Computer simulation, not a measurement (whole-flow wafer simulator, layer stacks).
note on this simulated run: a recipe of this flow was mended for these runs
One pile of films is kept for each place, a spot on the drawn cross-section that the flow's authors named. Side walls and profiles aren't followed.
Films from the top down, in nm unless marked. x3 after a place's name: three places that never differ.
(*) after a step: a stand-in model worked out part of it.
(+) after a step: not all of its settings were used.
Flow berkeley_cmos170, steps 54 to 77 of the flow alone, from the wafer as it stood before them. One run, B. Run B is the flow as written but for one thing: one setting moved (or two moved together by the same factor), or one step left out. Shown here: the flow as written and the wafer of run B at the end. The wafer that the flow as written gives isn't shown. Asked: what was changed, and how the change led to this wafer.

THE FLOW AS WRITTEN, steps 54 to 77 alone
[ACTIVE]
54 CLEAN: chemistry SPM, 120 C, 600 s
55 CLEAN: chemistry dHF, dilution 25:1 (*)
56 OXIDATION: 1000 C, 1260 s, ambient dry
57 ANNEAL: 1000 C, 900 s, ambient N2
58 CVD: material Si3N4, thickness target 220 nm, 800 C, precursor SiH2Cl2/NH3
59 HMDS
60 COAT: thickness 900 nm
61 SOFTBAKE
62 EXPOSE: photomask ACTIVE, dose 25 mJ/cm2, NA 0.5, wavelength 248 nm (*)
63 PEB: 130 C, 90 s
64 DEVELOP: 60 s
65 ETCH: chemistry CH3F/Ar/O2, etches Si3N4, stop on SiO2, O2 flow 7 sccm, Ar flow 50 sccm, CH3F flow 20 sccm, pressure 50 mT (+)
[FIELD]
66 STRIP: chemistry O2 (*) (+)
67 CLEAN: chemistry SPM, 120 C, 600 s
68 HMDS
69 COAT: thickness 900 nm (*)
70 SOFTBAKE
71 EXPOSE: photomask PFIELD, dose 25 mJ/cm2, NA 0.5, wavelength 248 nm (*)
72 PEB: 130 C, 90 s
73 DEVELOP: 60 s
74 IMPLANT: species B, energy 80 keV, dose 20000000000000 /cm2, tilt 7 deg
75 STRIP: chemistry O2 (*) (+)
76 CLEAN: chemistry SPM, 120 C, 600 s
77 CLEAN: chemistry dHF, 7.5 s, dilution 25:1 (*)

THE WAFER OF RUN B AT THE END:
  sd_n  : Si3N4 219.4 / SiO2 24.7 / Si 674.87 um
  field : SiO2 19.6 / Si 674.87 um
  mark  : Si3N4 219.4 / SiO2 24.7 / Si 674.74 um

The cause: step 56, OXIDATION: 1102 s was run, where the flow has 1260 s.

How the change led to this, step by step:
  56 OXIDATION: 1000 C, 1260 s, ambient dry
      field, mark, sd_n and 10 more: SiO2 +24.7 (new film), Si -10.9 (as written it would be: SiO2 +26.6 (new film), Si -11.7)
